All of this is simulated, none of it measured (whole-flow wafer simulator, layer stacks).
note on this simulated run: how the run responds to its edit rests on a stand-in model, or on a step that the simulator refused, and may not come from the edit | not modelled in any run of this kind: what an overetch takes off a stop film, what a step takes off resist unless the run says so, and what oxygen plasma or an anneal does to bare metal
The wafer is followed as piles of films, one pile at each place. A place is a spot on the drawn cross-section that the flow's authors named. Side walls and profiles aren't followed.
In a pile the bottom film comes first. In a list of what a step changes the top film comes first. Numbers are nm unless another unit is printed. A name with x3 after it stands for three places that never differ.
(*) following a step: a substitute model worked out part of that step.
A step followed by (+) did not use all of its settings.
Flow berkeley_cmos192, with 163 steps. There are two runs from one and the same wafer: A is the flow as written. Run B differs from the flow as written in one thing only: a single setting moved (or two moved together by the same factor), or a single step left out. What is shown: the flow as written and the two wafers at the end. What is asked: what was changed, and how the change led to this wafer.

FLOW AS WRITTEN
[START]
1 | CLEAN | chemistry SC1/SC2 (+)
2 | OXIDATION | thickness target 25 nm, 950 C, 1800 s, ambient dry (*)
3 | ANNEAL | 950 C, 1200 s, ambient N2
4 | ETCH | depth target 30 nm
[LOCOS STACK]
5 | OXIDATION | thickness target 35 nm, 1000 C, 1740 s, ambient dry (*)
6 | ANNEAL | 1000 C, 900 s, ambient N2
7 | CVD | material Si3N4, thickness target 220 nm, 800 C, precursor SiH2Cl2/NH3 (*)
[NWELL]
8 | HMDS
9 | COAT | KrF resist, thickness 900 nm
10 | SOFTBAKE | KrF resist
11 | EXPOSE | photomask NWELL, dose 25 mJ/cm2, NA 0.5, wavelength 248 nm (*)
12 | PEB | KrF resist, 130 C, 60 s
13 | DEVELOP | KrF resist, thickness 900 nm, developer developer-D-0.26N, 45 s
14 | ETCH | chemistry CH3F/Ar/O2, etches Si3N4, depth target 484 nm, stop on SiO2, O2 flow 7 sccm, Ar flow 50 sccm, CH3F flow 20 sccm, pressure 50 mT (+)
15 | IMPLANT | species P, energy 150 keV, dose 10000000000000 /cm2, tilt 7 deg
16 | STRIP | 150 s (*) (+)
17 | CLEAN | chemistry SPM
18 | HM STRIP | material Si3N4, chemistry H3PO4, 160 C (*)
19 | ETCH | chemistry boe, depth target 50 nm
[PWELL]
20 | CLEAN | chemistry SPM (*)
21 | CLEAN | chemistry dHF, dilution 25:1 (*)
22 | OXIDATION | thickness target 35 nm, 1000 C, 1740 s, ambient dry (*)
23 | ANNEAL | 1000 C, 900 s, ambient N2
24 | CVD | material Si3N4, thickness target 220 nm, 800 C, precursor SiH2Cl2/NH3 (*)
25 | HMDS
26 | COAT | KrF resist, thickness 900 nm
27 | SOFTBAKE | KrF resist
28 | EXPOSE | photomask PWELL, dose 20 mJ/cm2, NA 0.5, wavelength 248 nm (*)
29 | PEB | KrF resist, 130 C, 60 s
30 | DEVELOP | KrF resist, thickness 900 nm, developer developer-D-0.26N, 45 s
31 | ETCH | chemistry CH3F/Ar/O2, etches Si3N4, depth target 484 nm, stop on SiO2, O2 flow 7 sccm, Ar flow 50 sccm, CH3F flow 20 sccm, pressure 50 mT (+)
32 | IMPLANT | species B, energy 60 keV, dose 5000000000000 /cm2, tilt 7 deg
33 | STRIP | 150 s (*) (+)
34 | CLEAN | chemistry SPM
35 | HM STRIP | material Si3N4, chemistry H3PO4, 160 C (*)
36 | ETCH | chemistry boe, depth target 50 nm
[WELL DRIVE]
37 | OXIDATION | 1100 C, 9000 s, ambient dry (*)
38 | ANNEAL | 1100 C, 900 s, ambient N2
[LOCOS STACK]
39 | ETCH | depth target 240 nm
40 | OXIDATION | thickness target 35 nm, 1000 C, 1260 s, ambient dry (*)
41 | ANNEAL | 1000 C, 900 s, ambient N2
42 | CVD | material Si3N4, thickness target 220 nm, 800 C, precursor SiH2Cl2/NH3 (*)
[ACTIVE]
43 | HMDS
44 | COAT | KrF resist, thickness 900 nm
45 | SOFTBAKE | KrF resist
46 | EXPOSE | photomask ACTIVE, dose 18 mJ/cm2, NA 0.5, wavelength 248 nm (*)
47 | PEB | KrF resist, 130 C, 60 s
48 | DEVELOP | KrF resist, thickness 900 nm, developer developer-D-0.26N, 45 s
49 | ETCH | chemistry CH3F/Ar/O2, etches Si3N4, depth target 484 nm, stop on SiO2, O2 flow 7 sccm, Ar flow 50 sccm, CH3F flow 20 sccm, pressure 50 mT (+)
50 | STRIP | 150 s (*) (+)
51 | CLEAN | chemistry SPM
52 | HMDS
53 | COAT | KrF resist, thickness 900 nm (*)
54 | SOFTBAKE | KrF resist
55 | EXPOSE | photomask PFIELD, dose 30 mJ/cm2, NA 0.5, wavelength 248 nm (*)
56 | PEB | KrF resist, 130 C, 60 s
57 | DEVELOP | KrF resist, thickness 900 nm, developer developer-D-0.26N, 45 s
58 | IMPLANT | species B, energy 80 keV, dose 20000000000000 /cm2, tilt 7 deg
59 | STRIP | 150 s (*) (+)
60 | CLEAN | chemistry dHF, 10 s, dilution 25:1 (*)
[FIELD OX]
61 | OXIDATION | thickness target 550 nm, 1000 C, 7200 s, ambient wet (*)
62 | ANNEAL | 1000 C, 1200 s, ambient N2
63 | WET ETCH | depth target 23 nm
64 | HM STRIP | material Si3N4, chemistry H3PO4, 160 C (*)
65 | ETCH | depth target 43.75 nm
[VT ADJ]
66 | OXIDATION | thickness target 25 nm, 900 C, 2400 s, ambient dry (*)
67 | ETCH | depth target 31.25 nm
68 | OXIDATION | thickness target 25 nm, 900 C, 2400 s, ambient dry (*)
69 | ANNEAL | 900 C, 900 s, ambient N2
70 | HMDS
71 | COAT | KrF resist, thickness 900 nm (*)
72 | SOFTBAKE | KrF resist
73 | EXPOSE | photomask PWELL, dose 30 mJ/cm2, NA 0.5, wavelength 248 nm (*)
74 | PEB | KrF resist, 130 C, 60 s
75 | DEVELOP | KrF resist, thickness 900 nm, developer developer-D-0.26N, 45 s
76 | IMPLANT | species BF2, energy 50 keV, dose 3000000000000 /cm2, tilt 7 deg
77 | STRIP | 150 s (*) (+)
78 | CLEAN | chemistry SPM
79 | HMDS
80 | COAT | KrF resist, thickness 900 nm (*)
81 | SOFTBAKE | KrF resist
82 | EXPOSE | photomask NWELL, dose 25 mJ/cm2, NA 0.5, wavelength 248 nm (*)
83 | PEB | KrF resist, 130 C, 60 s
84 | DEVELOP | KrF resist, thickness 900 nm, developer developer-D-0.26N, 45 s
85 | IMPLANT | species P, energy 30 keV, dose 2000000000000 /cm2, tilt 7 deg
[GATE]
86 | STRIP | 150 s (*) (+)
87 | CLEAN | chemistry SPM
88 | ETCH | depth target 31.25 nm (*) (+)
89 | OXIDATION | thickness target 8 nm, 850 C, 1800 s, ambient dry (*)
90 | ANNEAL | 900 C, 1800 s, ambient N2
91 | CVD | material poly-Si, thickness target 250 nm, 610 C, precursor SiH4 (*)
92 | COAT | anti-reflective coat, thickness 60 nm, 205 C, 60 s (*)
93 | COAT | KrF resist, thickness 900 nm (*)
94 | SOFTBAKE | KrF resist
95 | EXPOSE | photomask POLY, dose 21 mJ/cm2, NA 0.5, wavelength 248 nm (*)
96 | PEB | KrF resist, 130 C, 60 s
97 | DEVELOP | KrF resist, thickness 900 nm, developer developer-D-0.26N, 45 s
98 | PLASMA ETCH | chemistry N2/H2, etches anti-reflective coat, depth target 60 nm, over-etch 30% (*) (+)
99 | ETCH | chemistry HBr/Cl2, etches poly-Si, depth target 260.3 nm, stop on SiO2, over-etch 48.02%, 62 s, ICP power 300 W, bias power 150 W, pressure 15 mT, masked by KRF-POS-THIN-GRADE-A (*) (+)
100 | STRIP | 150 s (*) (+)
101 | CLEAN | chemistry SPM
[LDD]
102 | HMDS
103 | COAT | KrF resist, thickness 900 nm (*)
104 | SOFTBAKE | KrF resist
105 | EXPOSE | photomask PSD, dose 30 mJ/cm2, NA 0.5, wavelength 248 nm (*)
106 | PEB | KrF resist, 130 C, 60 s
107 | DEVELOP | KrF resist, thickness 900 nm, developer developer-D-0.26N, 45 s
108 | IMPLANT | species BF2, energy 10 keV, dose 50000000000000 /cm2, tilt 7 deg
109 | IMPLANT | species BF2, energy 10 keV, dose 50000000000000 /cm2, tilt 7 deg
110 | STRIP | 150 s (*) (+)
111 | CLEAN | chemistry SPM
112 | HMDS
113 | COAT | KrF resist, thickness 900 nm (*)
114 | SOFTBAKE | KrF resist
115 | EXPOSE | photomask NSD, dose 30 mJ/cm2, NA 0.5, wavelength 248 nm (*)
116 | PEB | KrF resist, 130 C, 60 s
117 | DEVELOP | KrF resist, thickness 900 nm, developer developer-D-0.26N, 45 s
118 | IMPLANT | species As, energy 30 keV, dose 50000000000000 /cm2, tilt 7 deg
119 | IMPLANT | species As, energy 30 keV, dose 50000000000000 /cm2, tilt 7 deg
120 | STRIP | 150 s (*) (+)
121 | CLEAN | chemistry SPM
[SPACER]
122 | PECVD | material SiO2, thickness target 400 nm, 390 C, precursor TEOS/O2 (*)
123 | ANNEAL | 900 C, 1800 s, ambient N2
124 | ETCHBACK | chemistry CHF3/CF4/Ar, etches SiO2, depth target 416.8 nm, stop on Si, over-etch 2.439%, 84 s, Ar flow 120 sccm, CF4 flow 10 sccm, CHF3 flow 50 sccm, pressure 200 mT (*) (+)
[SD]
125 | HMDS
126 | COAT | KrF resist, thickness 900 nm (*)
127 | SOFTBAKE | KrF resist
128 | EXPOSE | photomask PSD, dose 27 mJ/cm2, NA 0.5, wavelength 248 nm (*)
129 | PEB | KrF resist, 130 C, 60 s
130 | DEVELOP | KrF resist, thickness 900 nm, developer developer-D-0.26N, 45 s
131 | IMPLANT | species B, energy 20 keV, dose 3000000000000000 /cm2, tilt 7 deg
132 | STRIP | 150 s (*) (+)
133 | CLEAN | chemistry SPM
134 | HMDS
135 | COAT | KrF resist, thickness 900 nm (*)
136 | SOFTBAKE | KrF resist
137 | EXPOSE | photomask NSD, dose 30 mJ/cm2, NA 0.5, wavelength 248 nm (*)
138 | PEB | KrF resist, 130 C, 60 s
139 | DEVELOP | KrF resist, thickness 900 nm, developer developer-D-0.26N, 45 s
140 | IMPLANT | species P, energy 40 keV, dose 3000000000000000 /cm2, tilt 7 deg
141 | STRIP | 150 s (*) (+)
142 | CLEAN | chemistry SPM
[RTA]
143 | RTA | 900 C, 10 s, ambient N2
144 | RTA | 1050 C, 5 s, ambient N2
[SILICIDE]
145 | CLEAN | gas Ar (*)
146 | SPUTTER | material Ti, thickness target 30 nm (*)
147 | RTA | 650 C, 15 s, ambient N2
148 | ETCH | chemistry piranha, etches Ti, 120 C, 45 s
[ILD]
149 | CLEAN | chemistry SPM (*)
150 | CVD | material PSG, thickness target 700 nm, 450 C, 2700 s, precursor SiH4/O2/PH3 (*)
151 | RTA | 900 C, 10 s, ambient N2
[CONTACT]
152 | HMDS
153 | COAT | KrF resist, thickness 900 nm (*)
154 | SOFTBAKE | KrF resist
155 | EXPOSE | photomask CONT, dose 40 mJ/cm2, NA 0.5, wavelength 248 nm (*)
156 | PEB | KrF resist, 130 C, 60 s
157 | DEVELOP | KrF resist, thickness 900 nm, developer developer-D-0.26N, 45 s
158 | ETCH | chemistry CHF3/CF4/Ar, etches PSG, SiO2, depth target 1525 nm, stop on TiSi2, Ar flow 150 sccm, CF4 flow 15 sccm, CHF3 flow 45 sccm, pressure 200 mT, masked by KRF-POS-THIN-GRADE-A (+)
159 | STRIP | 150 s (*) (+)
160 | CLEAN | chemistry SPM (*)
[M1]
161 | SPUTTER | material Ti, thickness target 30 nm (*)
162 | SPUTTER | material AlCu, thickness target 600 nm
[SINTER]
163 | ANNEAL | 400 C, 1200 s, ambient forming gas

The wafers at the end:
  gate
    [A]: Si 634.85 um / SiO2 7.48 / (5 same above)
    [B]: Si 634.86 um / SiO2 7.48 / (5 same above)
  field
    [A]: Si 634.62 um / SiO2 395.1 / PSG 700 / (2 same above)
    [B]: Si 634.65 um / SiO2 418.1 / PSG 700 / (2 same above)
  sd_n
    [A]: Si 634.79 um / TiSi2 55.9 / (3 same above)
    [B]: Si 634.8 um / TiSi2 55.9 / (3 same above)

What caused this: step 39, ETCH: depth target 119 nm was run, while the flow as written has depth target 240 nm.

Step by step, how the change led to this:
  39 | ETCH | depth target 240 nm
      field, sd_n, spacer_n and 6 more: A SiO2 loses 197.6 (all of it) | B SiO2 loses 119
  40 | OXIDATION | thickness target 35 nm, 1000 C, 1260 s, ambient dry (*)
      field, sd_n, spacer_n and 6 more: A SiO2 gains 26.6 (new film), Si loses 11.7 | B SiO2 gains 12.8, Si loses 5.65
  61 | OXIDATION | thickness target 550 nm, 1000 C, 7200 s, ambient wet (*)
      gate_p, m1: A SiO2 gains 12.1 (new film), Si3N4 loses 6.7 | B SiO2 gains 12.1 (new film), Si3N4 loses 6.7, SiO2 gains 0.09
      spacer_n: A SiO2 gains 12.1 (new film), Si3N4 loses 6.7 | B SiO2 gains 12.1 (new film), Si3N4 loses 6.7, SiO2 gains 0.16, Si loses 0.09
      (and at 6 other places as well)
  65 | ETCH | depth target 43.75 nm
      sd_n, spacer_n, gate, sd_p, spacer_p, gate_p, contact, m1: A SiO2 loses 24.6 (all of it) | B SiO2 loses 43.8
  66 | OXIDATION | thickness target 25 nm, 900 C, 2400 s, ambient dry (*)
      spacer_n, gate, spacer_p, gate_p, contact, m1: A SiO2 gains 14.9 (new film), Si loses 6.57 | B SiO2 gains 8.43, Si loses 3.71
      sd_n: A SiO2 gains 14.9 (new film), Si loses 6.57 | B SiO2 gains 7.78, Si loses 3.42
      (and at 1 other place as well)
  67 | ETCH | depth target 31.25 nm
      sd_n, sd_p, gate_p, m1: A SiO2 loses 14.9 (all of it) | B SiO2 loses 31.3
      spacer_n, gate, spacer_p, contact: A SiO2 loses 14.9 (all of it) | B SiO2 loses 31.2
  68 | OXIDATION | thickness target 25 nm, 900 C, 2400 s, ambient dry (*)
      gate, spacer_p, gate_p, m1: A SiO2 gains 14.9 (new film), Si loses 6.57 | B SiO2 gains 8.32, Si loses 3.66
      spacer_n, contact: A SiO2 gains 14.9 (new film), Si loses 6.57 | B SiO2 gains 8.31, Si loses 3.66
      (and at 2 other places as well)
  88 | ETCH | depth target 31.25 nm (*) (+)
      sd_n, sd_p: A SiO2 loses 14.9 (all of it) | B SiO2 loses 31.2
      spacer_n, gate, spacer_p, gate_p, m1: A SiO2 loses 14.9 (all of it) | B SiO2 loses 31.3 (all of it)
      (and at 1 other place as well)
  89 | OXIDATION | thickness target 8 nm, 850 C, 1800 s, ambient dry (*)
      sd_n: A SiO2 gains 7.48 (new film), Si loses 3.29 | B SiO2 gains 4.23, Si loses 1.86
      sd_p: A SiO2 gains 7.48 (new film), Si loses 3.29 | B SiO2 gains 4.18, Si loses 1.84
  92 | COAT | anti-reflective coat, thickness 60 nm, 205 C, 60 s (*)
      sd_n: A anti-reflective coat gains 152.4 (new film) | B anti-reflective coat gains 171.1 (new film)
      spacer_n: A anti-reflective coat gains 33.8 (new film) | B anti-reflective coat gains 29.3 (new film)
      (and at 6 other places as well)
  93 | COAT | KrF resist, thickness 900 nm (*)
      spacer_n: A KrF resist gains 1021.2 (new film) | B KrF resist gains 1047.1 (new film)
      gate: A KrF resist gains 1023.8 (new film) | B KrF resist gains 1049.8 (new film)
  97 | DEVELOP | KrF resist, thickness 900 nm, developer developer-D-0.26N, 45 s
      spacer_n: A KrF resist loses 1019.5 (all of it) | B KrF resist loses 1045.4 (all of it)
  98 | PLASMA ETCH | chemistry N2/H2, etches anti-reflective coat, depth target 60 nm, over-etch 30% (*) (+)
      field: A anti-reflective coat loses 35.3 (all of it), poly-Si loses 4.18 | B anti-reflective coat loses 34.9 (all of it), poly-Si loses 4.81
      sd_n: A anti-reflective coat loses 152.4 (all of it), poly-Si loses 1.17 | B anti-reflective coat loses 171.1 (all of it), poly-Si loses 1.32
      (and at 5 other places as well)
  100 | STRIP | 150 s (*) (+)
      gate: A chemical SiO2 gains 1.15 (new film), KrF resist loses 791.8 (all of it), anti-reflective coat loses 30 (all of it), poly-Si loses 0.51 | B chemical SiO2 gains 1.15 (new film), KrF resist loses 817.7 (all of it), anti-reflective coat loses 25.2 (all of it), poly-Si loses 0.51
      gate_p: A chemical SiO2 gains 1.15 (new film), KrF resist loses 765.1 (all of it), anti-reflective coat loses 31 (all of it), poly-Si loses 0.51 | B chemical SiO2 gains 1.15 (new film), KrF resist loses 782.1 (all of it), anti-reflective coat loses 29.1 (all of it), poly-Si loses 0.51
  126 | COAT | KrF resist, thickness 900 nm (*)
      sd_n: A KrF resist gains 999.7 (new film) | B KrF resist gains 1024 (new film)
  132 | STRIP | 150 s (*) (+)
      sd_n: A chemical SiO2 gains 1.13 (new film), KrF resist loses 983.9 (all of it), Si loses 0.5 | B chemical SiO2 gains 1.12 (new film), KrF resist loses 1008.1 (all of it), Si loses 0.49
  ... 8 further steps ...
  162 | SPUTTER | material AlCu, thickness target 600 nm
      sd_p: A AlCu gains 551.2 (new film) | B AlCu gains 528.4 (new film)
